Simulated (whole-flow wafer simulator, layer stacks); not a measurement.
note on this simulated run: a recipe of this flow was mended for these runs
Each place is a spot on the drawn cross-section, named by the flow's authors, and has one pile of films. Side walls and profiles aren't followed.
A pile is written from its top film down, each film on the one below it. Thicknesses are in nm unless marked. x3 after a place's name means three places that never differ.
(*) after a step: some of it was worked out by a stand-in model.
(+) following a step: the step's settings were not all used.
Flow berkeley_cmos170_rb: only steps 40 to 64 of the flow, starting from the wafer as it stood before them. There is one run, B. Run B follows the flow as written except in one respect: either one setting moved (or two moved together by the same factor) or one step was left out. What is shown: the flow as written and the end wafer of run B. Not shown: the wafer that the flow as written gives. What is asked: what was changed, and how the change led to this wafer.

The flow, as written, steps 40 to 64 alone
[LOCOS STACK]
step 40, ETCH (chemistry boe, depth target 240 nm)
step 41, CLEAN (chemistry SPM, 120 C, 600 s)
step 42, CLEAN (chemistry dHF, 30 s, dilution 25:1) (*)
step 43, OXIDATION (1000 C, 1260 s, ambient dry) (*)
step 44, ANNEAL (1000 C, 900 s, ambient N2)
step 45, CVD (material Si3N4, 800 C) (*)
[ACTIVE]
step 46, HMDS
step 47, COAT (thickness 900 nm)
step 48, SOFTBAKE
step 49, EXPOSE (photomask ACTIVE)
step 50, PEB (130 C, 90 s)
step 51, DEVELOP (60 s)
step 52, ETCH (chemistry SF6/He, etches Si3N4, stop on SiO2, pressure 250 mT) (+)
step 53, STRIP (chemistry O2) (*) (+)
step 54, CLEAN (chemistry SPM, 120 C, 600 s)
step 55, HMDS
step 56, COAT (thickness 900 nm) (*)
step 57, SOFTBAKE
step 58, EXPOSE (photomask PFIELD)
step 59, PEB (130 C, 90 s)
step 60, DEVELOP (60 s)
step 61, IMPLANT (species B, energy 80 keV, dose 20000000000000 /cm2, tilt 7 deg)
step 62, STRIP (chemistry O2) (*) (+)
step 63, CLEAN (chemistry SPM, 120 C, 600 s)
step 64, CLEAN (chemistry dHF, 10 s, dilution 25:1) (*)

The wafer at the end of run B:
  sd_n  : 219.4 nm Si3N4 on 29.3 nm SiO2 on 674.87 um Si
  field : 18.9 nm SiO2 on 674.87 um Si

The reason: step 43, OXIDATION: 1512 s was run, though the flow has 1260 s.

How this came from the change, step by step:
  step 43, OXIDATION (1000 C, 1260 s, ambient dry) (*)
      field, sd_n, spacer_n and 6 more: +29.3 SiO2 (new film), -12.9 Si (as written it would have been: +26.6 SiO2 (new film), -11.7 Si)
